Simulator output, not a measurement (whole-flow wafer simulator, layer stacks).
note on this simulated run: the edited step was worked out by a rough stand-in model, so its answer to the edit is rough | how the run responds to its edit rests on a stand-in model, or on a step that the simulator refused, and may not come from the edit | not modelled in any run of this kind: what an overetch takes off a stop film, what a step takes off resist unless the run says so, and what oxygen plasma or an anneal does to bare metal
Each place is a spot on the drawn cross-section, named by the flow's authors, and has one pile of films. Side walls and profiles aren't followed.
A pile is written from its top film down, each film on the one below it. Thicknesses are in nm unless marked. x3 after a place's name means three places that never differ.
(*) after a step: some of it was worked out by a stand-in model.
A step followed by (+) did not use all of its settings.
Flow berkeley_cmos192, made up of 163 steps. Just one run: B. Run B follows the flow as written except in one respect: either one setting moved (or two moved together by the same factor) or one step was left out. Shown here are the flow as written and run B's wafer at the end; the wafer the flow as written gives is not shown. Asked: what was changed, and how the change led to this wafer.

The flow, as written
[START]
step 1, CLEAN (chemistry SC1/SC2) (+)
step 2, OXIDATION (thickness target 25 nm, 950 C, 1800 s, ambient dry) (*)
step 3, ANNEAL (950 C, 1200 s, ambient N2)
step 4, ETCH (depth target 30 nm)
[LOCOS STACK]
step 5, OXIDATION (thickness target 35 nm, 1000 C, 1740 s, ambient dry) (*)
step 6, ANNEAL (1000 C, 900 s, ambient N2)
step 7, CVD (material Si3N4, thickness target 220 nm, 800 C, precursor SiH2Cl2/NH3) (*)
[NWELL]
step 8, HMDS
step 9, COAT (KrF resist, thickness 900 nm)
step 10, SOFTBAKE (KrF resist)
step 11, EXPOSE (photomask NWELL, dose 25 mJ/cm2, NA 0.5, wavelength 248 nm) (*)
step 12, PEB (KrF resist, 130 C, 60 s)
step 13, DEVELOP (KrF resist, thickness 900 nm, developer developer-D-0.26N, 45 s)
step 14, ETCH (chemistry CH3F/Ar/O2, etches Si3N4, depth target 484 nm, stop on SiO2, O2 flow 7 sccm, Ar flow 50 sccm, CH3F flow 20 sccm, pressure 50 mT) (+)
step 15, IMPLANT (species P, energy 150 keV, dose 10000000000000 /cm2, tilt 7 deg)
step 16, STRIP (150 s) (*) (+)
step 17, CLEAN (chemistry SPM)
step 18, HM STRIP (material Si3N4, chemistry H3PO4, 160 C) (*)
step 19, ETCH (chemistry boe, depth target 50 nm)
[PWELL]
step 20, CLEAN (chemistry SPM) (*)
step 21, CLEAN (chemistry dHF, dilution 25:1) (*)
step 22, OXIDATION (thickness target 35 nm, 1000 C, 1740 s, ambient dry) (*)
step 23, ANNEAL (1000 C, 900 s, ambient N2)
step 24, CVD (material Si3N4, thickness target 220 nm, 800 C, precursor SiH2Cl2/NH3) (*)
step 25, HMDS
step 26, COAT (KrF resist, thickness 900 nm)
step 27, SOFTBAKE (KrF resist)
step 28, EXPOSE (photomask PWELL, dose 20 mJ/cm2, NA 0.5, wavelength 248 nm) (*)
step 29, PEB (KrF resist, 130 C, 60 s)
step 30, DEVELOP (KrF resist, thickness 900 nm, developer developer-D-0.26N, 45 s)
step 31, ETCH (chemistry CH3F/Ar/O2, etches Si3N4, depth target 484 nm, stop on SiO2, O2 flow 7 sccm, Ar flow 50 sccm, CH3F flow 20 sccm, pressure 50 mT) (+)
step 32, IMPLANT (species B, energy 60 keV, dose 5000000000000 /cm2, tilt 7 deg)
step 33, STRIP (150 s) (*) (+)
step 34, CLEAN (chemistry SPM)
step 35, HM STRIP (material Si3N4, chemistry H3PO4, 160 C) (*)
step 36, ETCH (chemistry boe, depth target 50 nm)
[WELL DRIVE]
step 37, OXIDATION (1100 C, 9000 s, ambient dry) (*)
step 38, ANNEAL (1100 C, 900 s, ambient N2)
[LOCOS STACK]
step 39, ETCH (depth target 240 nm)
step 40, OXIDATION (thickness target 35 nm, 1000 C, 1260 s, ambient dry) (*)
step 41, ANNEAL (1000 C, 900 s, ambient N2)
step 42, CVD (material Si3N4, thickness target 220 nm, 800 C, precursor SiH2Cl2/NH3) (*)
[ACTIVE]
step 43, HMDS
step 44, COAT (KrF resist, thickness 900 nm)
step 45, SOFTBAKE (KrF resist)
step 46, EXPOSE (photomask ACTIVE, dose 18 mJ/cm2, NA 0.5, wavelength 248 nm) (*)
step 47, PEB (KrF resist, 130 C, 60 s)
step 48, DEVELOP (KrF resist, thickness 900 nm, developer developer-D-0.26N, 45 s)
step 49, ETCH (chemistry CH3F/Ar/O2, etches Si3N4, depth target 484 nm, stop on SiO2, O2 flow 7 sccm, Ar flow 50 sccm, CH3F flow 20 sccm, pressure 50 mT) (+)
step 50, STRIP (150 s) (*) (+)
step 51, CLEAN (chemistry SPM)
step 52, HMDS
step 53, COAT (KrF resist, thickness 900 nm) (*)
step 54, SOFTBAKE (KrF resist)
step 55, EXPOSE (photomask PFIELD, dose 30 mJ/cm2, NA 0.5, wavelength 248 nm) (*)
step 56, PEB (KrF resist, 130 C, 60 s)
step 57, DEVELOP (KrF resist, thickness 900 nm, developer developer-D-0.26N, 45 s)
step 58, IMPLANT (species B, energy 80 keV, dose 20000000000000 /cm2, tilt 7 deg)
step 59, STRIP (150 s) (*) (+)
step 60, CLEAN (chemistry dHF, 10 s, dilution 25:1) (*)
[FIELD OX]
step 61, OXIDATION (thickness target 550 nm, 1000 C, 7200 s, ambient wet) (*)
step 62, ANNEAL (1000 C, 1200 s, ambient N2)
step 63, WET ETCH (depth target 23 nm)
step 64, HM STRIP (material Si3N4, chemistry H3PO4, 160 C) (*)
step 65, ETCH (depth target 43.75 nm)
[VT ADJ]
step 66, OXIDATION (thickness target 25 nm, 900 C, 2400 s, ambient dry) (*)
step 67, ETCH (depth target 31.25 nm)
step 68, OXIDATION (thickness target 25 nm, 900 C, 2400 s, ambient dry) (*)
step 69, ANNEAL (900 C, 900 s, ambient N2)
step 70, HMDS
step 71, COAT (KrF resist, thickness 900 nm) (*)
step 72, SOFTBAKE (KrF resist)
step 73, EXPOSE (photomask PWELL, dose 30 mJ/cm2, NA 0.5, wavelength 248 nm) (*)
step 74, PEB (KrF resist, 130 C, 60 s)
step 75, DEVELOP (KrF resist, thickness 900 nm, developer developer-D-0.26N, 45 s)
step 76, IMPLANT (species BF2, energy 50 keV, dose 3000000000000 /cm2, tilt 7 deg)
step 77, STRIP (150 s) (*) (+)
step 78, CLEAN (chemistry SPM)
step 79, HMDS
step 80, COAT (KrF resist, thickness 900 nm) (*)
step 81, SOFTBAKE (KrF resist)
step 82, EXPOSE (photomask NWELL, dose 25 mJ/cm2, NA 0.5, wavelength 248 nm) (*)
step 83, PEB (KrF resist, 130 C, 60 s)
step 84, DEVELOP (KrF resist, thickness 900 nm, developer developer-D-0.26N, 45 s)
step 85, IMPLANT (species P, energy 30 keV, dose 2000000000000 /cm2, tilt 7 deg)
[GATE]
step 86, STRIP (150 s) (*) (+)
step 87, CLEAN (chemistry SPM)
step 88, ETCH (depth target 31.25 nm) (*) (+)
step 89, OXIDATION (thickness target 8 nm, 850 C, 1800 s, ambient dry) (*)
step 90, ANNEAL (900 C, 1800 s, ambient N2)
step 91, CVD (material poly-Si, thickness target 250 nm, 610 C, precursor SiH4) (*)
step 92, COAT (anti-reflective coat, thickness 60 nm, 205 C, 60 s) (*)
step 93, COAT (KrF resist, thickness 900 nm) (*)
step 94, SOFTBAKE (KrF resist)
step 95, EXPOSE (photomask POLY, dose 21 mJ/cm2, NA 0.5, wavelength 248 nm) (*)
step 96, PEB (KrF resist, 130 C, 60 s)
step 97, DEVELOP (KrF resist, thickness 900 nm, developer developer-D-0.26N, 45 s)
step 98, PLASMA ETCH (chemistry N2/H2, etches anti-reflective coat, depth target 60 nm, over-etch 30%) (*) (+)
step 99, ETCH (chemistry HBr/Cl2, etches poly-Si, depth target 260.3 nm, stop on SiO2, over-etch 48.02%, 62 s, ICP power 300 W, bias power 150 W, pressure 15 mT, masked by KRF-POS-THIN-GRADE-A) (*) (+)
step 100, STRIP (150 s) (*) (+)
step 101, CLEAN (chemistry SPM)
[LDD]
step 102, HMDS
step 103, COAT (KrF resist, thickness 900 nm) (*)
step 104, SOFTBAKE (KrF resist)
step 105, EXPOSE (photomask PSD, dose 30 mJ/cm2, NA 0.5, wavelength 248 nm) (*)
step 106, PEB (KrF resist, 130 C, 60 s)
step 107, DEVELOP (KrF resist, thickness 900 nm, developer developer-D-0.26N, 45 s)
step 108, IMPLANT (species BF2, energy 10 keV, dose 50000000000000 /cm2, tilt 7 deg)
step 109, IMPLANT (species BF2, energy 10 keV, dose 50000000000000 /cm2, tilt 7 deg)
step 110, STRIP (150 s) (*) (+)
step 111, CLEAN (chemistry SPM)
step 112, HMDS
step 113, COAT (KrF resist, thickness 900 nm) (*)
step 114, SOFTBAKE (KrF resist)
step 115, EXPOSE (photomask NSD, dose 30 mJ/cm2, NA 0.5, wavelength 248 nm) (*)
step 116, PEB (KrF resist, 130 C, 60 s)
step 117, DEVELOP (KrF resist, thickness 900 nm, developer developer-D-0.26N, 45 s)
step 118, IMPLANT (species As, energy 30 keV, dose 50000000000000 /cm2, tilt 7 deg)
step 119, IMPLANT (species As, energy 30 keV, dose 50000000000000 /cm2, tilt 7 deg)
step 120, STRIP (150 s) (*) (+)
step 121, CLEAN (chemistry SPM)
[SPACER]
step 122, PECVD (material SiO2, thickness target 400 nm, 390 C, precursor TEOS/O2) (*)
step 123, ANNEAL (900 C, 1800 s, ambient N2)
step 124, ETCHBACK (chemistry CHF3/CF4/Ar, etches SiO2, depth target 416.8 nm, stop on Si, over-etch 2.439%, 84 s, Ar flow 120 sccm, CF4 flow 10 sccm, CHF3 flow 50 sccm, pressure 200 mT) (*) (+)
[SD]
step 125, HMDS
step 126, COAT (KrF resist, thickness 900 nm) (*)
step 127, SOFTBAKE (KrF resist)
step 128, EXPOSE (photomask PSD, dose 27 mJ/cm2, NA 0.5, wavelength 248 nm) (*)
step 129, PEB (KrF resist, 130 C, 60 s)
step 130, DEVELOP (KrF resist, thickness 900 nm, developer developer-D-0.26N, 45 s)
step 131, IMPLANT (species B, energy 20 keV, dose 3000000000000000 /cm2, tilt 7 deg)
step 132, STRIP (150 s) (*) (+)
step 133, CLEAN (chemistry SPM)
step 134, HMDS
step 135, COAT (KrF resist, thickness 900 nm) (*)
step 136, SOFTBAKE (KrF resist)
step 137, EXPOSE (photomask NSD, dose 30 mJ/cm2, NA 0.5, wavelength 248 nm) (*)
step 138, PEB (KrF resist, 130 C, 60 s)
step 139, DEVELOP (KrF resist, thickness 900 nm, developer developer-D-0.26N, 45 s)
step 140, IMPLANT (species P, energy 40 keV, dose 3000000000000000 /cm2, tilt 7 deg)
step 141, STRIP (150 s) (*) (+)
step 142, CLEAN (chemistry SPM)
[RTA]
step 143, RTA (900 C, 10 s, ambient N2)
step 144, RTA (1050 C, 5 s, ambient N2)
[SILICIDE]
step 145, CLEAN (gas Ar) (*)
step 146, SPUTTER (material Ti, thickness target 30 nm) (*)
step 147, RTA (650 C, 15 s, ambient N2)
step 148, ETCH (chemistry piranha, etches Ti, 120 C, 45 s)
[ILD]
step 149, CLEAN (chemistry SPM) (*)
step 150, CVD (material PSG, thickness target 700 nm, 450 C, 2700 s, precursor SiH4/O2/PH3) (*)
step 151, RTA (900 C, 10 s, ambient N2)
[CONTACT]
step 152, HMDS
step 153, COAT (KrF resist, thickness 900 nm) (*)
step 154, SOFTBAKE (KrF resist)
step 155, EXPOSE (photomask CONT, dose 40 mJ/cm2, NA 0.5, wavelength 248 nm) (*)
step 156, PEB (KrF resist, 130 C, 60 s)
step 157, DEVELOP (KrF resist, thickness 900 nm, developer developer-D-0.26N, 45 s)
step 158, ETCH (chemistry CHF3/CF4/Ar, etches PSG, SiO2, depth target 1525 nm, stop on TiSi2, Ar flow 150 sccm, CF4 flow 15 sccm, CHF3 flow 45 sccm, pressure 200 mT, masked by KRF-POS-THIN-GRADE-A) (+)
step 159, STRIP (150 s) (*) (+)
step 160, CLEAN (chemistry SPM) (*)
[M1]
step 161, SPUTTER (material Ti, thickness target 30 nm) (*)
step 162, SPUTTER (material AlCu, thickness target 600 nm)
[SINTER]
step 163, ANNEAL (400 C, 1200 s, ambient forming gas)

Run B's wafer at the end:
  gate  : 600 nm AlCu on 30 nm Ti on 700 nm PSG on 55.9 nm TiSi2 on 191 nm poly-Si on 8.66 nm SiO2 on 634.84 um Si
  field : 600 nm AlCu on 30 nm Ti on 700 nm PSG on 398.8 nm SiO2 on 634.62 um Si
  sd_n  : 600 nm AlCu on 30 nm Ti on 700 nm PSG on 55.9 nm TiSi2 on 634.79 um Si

The reason: step 68, OXIDATION: 990 C was run, whereas the flow has 900 C.

Step by step, how the change led to this:
  step 68, OXIDATION (thickness target 25 nm, 900 C, 2400 s, ambient dry) (*)
      sd_n, spacer_n, gate, sd_p, spacer_p, gate_p, contact, m1: +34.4 SiO2 (new film), -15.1 Si (as written it would have been: +14.9 SiO2 (new film), -6.57 Si)
      field: +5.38 SiO2, -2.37 Si (as written it would have been: +1.68 SiO2, -0.74 Si)
  step 88, ETCH (depth target 31.25 nm) (*) (+)
      sd_n, spacer_n, gate, sd_p, spacer_p, gate_p, contact, m1: -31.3 SiO2 (as written it would have been: -14.9 SiO2 (all of it))
  step 89, OXIDATION (thickness target 8 nm, 850 C, 1800 s, ambient dry) (*)
      sd_n, spacer_n, gate, sd_p, spacer_p, gate_p, contact, m1: +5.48 SiO2, -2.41 Si (as written it would have been: +7.48 SiO2 (new film), -3.29 Si)
  step 92, COAT (anti-reflective coat, thickness 60 nm, 205 C, 60 s) (*)
      sd_n: +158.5 anti-reflective coat (new film) (as written it would have been: +152.4 anti-reflective coat (new film))
      spacer_n: +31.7 anti-reflective coat (new film) (as written it would have been: +33.8 anti-reflective coat (new film))
      (and at 4 other places as well)
  step 98, PLASMA ETCH (chemistry N2/H2, etches anti-reflective coat, depth target 60 nm, over-etch 30%) (*) (+)
      sd_n: -158.5 anti-reflective coat (all of it), -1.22 poly-Si (as written it would have been: -152.4 anti-reflective coat (all of it), -1.17 poly-Si)
      spacer_n: -31.7 anti-reflective coat (all of it), -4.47 poly-Si (as written it would have been: -33.8 anti-reflective coat (all of it), -4.21 poly-Si)
      (and at 2 other places as well)
  step 100, STRIP (150 s) (*) (+)
      gate: +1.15 chemical SiO2 (new film), -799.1 KrF resist (all of it), -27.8 anti-reflective coat (all of it), -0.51 poly-Si (as written it would have been: +1.15 chemical SiO2 (new film), -791.8 KrF resist (all of it), -30 anti-reflective coat (all of it), -0.51 poly-Si)
      gate_p: +1.15 chemical SiO2 (new film), -769.9 KrF resist (all of it), -29.4 anti-reflective coat (all of it), -0.51 poly-Si (as written it would have been: +1.15 chemical SiO2 (new film), -765.1 KrF resist (all of it), -31 anti-reflective coat (all of it), -0.51 poly-Si)
